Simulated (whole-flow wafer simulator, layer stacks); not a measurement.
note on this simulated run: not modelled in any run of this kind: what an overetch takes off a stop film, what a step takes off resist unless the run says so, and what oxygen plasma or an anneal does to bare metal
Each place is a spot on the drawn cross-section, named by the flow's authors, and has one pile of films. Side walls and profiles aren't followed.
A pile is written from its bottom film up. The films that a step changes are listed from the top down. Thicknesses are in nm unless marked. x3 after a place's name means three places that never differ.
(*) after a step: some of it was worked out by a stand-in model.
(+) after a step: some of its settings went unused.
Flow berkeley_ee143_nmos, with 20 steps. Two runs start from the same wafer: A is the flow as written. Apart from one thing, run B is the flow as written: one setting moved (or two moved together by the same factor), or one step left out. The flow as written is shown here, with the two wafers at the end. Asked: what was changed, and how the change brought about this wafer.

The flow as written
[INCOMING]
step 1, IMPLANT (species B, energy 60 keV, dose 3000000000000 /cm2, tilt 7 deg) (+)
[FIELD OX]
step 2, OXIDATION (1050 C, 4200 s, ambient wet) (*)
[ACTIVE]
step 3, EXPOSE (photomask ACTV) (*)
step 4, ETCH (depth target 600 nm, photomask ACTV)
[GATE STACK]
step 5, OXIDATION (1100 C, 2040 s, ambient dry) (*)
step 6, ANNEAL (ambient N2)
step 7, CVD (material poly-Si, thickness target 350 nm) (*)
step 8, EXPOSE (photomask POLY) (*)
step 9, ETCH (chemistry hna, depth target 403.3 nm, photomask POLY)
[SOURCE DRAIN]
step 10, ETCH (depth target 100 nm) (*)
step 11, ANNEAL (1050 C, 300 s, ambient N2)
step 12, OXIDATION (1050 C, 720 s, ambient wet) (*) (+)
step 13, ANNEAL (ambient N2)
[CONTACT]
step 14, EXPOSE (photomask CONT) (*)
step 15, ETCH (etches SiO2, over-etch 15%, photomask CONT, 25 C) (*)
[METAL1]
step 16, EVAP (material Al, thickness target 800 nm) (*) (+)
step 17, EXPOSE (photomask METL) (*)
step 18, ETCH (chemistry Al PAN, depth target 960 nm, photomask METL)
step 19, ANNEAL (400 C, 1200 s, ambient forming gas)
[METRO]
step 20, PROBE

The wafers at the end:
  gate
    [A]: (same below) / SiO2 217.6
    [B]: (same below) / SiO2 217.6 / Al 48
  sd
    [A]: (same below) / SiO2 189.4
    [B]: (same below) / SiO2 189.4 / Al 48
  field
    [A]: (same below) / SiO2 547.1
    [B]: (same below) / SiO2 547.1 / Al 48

The reason: step 18, ETCH: depth target 752 nm was run, whereas the flow has depth target 960 nm.

The path from the change to this, step by step:
  step 18, ETCH (chemistry Al PAN, depth target 960 nm, photomask METL)
      gate, sd, field: A -800 Al (all of it) | B -752 Al
With metal films that touch counted as one body, gate has 1 body; the flow as written gives 0 bodies.
With metal films that touch counted as one body, sd has 1 body; the flow as written gives 0 bodies.
With metal films that touch counted as one body, field has 1 body; the flow as written gives 0 bodies.
